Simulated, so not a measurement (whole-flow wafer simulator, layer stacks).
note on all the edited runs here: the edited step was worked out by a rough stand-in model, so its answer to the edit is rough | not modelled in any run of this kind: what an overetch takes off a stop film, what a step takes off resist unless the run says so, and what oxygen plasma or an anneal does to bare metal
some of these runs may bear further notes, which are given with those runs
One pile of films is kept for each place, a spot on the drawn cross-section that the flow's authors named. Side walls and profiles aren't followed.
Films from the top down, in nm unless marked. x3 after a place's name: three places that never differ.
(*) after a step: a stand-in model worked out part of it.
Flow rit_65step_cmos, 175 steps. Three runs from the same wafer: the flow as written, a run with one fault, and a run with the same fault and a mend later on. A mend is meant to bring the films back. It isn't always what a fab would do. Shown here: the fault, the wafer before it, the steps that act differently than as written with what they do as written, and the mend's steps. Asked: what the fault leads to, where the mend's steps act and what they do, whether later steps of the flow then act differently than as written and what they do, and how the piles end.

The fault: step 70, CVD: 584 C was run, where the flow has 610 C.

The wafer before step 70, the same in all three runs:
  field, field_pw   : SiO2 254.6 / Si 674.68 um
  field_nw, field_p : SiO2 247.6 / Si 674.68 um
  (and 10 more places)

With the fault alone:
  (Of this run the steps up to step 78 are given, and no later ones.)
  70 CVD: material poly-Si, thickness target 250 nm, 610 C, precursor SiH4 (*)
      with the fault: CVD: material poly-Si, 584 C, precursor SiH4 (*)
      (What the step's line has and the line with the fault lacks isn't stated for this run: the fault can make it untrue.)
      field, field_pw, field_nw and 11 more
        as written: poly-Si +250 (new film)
        with the fault: poly-Si +147.1 (new film)
  No later step of the flow up to step 78 acts differently than as written, at any place that is followed, by more than 2% or 0.5 nm, whichever is larger.
  After step 78 the piles differ from the flow's by more than 2% or 0.5 nm, whichever is larger, at field, field_pw, field_nw and 11 more.
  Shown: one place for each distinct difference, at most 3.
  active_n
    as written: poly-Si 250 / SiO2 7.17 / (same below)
    with the fault: poly-Si 147.1 / SiO2 7.17 / (same below)
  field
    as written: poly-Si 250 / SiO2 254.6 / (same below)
    with the fault: poly-Si 147.1 / SiO2 254.6 / (same below)
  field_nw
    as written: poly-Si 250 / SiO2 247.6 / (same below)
    with the fault: poly-Si 147.1 / SiO2 247.6 / (same below)

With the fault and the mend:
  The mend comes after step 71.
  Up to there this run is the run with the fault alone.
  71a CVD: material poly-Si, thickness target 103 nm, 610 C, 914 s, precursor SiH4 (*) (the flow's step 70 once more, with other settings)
      field, field_pw, field_nw and 11 more
        poly-Si +103
  No later step of the flow acts differently than as written, at any place that is followed, by more than 2% or 0.5 nm, whichever is larger.
  At the end the piles differ from the flow's only slightly at the places that both follow, by at most 2% or 0.5 nm, whichever is larger.
